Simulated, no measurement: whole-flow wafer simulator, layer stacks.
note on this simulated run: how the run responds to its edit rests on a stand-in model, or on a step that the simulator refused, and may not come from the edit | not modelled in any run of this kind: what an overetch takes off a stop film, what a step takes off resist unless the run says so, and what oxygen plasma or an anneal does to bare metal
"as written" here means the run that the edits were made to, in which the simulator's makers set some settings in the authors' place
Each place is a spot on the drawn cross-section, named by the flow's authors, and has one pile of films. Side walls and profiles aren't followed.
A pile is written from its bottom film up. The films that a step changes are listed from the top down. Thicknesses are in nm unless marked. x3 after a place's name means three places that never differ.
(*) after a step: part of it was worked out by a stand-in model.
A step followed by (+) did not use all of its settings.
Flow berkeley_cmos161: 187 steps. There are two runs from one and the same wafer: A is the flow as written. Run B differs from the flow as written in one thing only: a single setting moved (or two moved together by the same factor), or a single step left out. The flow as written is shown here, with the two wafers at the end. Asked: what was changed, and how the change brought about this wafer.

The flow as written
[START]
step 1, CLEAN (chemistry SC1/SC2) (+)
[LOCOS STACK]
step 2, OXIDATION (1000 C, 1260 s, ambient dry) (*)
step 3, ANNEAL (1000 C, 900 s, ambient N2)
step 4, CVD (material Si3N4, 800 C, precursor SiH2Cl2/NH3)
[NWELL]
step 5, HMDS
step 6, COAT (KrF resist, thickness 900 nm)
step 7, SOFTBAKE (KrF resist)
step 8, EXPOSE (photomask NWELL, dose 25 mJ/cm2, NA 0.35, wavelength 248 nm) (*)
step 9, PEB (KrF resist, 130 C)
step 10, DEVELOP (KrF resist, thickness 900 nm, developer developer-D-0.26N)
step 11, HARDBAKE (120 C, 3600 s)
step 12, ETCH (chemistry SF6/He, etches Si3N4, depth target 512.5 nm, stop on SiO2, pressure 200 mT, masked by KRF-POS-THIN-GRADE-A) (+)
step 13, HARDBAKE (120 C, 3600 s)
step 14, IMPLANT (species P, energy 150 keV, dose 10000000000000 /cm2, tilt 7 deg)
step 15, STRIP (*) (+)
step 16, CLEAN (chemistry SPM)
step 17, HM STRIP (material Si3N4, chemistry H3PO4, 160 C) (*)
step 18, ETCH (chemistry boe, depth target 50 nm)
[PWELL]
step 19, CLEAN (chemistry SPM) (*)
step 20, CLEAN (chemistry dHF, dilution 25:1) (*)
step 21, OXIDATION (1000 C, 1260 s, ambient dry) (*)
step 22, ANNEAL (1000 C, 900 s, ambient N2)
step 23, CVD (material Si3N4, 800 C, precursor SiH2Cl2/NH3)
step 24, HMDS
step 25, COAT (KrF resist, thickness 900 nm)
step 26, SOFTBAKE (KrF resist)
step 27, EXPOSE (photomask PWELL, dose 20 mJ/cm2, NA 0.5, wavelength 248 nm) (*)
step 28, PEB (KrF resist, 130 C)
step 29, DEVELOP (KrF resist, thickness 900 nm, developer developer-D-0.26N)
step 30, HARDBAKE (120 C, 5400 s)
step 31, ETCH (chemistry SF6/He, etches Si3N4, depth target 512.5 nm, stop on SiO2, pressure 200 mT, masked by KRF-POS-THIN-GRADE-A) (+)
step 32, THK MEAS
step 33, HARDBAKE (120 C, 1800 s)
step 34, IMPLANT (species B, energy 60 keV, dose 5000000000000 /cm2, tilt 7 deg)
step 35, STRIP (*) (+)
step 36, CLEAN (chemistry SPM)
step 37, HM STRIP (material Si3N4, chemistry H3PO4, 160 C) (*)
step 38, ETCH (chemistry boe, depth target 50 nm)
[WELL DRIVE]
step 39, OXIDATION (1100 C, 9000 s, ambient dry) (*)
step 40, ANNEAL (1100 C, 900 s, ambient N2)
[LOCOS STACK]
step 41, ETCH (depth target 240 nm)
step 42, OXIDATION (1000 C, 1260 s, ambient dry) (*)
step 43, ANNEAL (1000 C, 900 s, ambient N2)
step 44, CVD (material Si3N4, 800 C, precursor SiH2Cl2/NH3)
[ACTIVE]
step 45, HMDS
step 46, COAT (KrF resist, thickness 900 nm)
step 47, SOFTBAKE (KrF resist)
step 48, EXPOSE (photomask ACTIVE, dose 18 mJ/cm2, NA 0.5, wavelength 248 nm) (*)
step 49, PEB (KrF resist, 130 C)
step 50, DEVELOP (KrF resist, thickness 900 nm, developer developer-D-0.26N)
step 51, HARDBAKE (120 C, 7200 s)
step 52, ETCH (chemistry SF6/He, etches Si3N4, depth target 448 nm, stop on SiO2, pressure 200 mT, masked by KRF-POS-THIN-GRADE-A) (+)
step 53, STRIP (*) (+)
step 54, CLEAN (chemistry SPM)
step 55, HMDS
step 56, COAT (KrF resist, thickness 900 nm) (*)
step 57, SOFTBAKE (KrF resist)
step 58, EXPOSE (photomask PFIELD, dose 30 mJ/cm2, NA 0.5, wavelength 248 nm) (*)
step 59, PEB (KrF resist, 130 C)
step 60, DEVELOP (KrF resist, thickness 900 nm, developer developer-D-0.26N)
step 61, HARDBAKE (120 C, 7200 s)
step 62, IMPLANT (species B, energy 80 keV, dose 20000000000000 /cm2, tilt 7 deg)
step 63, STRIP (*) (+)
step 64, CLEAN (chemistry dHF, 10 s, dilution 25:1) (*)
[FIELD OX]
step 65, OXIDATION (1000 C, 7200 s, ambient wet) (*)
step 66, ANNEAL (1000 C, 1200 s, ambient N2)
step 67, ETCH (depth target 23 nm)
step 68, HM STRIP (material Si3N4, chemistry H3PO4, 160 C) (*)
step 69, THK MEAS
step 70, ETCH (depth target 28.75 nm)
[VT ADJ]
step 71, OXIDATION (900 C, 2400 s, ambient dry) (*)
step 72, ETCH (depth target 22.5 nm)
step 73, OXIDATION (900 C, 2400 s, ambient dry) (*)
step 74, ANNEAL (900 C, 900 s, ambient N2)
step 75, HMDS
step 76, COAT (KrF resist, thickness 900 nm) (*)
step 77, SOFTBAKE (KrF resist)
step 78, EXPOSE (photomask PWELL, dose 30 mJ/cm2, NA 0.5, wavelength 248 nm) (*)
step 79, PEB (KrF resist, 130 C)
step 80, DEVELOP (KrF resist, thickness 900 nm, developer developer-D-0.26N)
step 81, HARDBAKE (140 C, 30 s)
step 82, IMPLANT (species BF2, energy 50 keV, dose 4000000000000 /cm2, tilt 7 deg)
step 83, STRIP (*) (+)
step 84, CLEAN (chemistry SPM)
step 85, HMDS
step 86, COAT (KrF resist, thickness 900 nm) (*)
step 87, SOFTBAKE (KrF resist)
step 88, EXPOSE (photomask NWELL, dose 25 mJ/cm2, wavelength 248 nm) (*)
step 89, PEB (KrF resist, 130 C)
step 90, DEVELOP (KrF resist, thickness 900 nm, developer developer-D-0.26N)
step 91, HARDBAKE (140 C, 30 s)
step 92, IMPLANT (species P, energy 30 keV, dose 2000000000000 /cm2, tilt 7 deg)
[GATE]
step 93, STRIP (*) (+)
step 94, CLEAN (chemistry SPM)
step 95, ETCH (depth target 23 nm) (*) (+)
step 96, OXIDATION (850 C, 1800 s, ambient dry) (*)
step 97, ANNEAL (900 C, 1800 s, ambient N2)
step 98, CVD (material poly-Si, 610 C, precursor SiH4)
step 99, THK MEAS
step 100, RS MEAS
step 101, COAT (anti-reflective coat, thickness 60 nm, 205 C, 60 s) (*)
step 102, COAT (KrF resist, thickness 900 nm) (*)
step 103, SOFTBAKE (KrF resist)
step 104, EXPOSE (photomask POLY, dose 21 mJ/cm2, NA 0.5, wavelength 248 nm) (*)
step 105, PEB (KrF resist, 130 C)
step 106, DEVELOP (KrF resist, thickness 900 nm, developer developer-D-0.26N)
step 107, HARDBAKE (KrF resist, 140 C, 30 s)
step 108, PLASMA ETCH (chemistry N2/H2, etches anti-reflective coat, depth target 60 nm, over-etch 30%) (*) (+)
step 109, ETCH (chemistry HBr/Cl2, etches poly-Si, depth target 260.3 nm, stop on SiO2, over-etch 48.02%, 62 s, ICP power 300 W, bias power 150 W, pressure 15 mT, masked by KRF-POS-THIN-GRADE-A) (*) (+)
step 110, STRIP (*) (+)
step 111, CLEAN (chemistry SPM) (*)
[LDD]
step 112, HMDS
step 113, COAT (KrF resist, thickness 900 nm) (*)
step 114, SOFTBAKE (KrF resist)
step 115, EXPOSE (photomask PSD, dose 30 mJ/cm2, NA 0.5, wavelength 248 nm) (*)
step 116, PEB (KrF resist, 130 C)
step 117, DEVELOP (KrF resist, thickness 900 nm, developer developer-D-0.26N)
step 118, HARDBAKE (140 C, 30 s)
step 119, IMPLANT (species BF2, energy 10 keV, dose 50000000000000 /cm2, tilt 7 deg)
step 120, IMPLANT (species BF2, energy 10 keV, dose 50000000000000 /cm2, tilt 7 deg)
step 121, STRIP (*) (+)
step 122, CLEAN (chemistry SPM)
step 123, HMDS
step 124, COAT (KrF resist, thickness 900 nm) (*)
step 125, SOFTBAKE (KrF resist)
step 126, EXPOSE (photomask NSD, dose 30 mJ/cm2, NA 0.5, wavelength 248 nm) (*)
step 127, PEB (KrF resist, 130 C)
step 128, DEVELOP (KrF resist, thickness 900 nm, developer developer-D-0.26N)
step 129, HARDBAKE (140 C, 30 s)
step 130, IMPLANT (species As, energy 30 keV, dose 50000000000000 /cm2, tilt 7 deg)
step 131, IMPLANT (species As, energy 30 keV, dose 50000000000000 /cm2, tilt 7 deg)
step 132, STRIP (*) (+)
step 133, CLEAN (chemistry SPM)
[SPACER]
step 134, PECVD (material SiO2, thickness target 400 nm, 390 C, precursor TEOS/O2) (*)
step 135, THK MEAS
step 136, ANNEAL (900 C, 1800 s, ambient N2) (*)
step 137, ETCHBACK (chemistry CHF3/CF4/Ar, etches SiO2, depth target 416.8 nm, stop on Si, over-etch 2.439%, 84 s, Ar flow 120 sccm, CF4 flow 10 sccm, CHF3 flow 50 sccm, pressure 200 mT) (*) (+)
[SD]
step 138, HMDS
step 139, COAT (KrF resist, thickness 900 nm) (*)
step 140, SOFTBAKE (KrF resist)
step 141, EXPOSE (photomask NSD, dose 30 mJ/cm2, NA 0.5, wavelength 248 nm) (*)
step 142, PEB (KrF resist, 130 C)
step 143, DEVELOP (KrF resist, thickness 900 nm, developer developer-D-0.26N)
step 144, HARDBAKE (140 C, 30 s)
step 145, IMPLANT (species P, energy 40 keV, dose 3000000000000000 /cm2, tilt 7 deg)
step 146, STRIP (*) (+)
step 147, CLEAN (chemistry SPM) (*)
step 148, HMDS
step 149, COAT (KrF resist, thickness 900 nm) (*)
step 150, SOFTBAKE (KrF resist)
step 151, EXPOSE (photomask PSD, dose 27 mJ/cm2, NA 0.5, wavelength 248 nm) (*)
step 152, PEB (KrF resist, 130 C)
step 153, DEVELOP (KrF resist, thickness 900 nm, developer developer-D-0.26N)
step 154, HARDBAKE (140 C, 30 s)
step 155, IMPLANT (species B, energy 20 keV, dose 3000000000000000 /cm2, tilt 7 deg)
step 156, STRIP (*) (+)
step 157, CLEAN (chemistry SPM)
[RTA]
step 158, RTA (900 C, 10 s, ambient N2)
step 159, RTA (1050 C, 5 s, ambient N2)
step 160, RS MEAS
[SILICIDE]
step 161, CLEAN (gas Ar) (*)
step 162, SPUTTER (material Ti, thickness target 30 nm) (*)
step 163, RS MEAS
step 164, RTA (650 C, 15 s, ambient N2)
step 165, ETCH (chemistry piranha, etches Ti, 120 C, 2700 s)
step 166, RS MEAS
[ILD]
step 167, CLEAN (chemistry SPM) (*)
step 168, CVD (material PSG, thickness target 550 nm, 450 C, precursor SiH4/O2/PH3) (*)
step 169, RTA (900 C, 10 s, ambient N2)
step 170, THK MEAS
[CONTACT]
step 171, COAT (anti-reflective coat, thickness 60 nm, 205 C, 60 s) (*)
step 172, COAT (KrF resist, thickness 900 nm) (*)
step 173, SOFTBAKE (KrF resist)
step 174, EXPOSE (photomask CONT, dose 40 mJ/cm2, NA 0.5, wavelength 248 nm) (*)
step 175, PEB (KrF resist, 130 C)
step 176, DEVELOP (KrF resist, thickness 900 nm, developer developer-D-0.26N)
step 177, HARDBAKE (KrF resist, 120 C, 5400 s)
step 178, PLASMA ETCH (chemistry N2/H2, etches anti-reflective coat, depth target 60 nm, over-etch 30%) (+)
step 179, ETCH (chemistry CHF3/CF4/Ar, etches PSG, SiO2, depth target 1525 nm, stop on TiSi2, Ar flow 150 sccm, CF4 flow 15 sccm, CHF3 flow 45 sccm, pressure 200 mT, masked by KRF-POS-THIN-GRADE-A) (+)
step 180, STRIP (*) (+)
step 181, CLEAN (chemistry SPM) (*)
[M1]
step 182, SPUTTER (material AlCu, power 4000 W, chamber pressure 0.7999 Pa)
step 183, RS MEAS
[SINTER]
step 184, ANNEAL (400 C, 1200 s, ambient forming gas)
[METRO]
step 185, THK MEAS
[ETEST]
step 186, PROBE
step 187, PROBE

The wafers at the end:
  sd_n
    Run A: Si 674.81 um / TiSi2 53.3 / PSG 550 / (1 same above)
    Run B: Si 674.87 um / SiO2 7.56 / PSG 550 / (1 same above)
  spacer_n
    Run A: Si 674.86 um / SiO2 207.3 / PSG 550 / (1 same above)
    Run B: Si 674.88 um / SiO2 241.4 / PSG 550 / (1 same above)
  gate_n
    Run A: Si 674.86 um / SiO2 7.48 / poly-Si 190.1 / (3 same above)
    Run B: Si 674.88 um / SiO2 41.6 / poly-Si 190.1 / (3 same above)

What caused this: step 41, ETCH: depth target 110 nm was run, while the flow as written has depth target 240 nm.

Step by step, how the change led to this:
  step 41, ETCH (depth target 240 nm)
      field, sd_n, spacer_n and 6 more: A -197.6 SiO2 (all of it) | B -110 SiO2
  step 42, OXIDATION (1000 C, 1260 s, ambient dry) (*)
      field, sd_n, spacer_n and 6 more: A +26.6 SiO2 (new film), -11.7 Si | B +12.3 SiO2, -5.41 Si
  step 65, OXIDATION (1000 C, 7200 s, ambient wet) (*)
      gate_n, gate_p, m1: A +12.1 SiO2 (new film), -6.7 Si3N4 | B +12.1 SiO2 (new film), -6.7 Si3N4, +0.21 SiO2, -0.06 Si
      spacer_n, spacer_p: A +12.1 SiO2 (new film), -6.7 Si3N4 | B +12.1 SiO2 (new film), -6.7 Si3N4, +0.28 SiO2, -0.11 Si
      (and at 4 other places as well)
  step 70, ETCH (depth target 28.75 nm)
      spacer_n, gate_n, spacer_p, gate_p, contact, m1: A -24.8 SiO2 (all of it) | B -28.8 SiO2
      sd_n, sd_p: A -25 SiO2 (all of it) | B -28.8 SiO2
  step 71, OXIDATION (900 C, 2400 s, ambient dry) (*)
      gate_n, gate_p, m1: A +14.9 SiO2 (new film), -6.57 Si | B +7.4 SiO2, -3.25 Si
      spacer_n, spacer_p: A +14.9 SiO2 (new film), -6.57 Si | B +7.39 SiO2, -3.25 Si
      (and at 3 other places as well)
  step 72, ETCH (depth target 22.5 nm)
      sd_n, spacer_n, gate_n, sd_p, spacer_p, gate_p, contact, m1: A -14.9 SiO2 (all of it) | B -22.5 SiO2
  step 73, OXIDATION (900 C, 2400 s, ambient dry) (*)
      spacer_n, gate_n, spacer_p, gate_p, m1: A +14.9 SiO2 (new film), -6.57 Si | B +6.93 SiO2, -3.05 Si
      sd_n: A +14.9 SiO2 (new film), -6.57 Si | B +6.56 SiO2, -2.89 Si
      (and at 2 other places as well)
  step 95, ETCH (depth target 23 nm) (*) (+)
      sd_n, spacer_n, gate_n, sd_p, spacer_p, gate_p, contact, m1: A -14.9 SiO2 (all of it) | B -23 SiO2
  step 96, OXIDATION (850 C, 1800 s, ambient dry) (*)
      spacer_n, gate_n, spacer_p, gate_p, m1: A +7.48 SiO2 (new film), -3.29 Si | B +3.17 SiO2, -1.39 Si
      sd_n: A +7.48 SiO2 (new film), -3.29 Si | B +2.88 SiO2, -1.27 Si
      (and at 2 other places as well)
  step 101, COAT (anti-reflective coat, thickness 60 nm, 205 C, 60 s) (*)
      sd_n: A +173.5 anti-reflective coat (new film) | B +163.8 anti-reflective coat (new film)
      spacer_n: A +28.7 anti-reflective coat (new film) | B +35.1 anti-reflective coat (new film)
      (and at 4 other places as well)
  step 108, PLASMA ETCH (chemistry N2/H2, etches anti-reflective coat, depth target 60 nm, over-etch 30%) (*) (+)
      sd_n: A -173.5 anti-reflective coat (all of it), -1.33 poly-Si | B -163.8 anti-reflective coat (all of it), -1.26 poly-Si
      spacer_n: A -28.7 anti-reflective coat (all of it), -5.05 poly-Si | B -35.1 anti-reflective coat (all of it), -4.56 poly-Si
      (and at 2 other places as well)
  step 110, STRIP (*) (+)
      gate_n: A +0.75 chemical SiO2 (new film), -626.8 KrF resist (all of it), -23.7 anti-reflective coat (all of it), -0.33 poly-Si | B +0.75 chemical SiO2 (new film), -624.1 KrF resist (all of it), -30.4 anti-reflective coat (all of it), -0.33 poly-Si
      gate_p: A +0.75 chemical SiO2 (new film), -598.2 KrF resist (all of it), -27.9 anti-reflective coat (all of it), -0.33 poly-Si | B +0.75 chemical SiO2 (new film), -596.9 KrF resist (all of it), -35.1 anti-reflective coat (all of it), -0.33 poly-Si
  step 137, ETCHBACK (chemistry CHF3/CF4/Ar, etches SiO2, depth target 416.8 nm, stop on Si, over-etch 2.439%, 84 s, Ar flow 120 sccm, CF4 flow 10 sccm, CHF3 flow 50 sccm, pressure 200 mT) (*) (+)
      sd_n: A -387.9 SiO2 (all of it) | B -427 SiO2
      sd_p: A -373.4 SiO2 (all of it) | B -426.1 SiO2 (all of it)
      (and at 2 other places as well)
  step 139, COAT (KrF resist, thickness 900 nm) (*)
      sd_p: A +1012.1 KrF resist (new film) | B +1038.3 KrF resist (new film)
  step 144, HARDBAKE (140 C, 30 s)
      sd_p: A -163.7 KrF resist | B -167.9 KrF resist
  step 146, STRIP (*) (+)
      sd_n: A +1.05 chemical SiO2 (new film), -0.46 Si | B nothing
      sd_p: A +0.8 chemical SiO2 (new film), -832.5 KrF resist (all of it), -0.35 Si | B +0.8 chemical SiO2 (new film), -854.5 KrF resist (all of it), -0.35 Si
      (and at 1 other place as well)
  ... 10 further steps ...
  step 182, SPUTTER (material AlCu, power 4000 W, chamber pressure 0.7999 Pa)
      sd_p: A +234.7 AlCu (new film) | B +223.6 AlCu (new film)
